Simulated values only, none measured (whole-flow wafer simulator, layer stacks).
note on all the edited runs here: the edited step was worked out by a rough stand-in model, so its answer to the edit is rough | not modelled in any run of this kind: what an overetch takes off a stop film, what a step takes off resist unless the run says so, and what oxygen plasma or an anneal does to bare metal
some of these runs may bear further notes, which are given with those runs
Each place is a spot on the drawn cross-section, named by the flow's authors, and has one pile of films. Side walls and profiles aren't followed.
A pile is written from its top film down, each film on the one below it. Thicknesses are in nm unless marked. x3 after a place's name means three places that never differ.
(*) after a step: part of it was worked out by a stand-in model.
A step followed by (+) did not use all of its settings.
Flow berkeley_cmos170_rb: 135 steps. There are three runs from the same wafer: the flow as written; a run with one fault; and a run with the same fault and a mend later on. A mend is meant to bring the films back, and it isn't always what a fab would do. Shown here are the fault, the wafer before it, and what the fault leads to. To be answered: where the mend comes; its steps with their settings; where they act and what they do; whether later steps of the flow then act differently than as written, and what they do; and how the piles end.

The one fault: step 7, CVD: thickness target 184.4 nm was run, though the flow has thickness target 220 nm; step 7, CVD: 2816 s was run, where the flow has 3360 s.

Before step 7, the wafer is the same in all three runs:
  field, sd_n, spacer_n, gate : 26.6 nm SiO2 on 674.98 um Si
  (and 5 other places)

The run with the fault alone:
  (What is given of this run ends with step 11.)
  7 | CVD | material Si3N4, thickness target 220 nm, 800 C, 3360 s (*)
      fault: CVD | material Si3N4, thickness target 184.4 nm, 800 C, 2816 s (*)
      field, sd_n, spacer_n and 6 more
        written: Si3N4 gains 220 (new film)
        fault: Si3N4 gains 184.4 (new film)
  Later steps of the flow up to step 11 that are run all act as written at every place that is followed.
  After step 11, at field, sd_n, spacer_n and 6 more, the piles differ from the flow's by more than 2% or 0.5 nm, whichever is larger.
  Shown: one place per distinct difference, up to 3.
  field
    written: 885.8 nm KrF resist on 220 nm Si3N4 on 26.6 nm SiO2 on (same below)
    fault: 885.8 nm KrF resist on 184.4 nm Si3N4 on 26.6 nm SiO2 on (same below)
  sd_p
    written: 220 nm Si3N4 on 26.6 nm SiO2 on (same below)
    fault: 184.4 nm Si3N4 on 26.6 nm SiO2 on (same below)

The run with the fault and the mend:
  After step 11 comes the mend.
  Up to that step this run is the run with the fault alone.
  11a | STRIP (*) (+)
      field, sd_n, spacer_n, gate, contact, m1
        KrF resist loses 885.8 (all of it)
  11b | CLEAN (*) (the flow's step 1 again)
      alters no film at any place that is followed
  11c | CVD | material Si3N4, thickness target 35.64 nm, 800 C, 544 s (*) (the flow's step 7 again, with other settings)
      field, sd_n, spacer_n and 6 more
        Si3N4 gains 35.6
  11d | COAT | KrF resist, thickness 900 nm (the flow's step 8 again)
      field, sd_n, spacer_n and 6 more
        KrF resist gains 900 (new film)
  11e | EXPOSE | photomask NWELL (the flow's step 9 again)
      alters no film at any place that is followed
  11f | PEB | 130 C, 60 s (*) (the flow's step 10 again)
      alters no film at any place that is followed
  11g | DEVELOP | developer developer-D-0.26N, 45 s (the flow's step 11 again)
      field, sd_n, spacer_n, gate, contact, m1
        KrF resist loses 14.2
      sd_p, spacer_p, gate_p
        KrF resist loses 900 (all of it)
  Later steps of the flow that are run all act as written at every place that is followed, up to a difference of at most 2% or 0.5 nm, whichever is larger.
  By the end, the piles equal the flow's at every place that both follow.
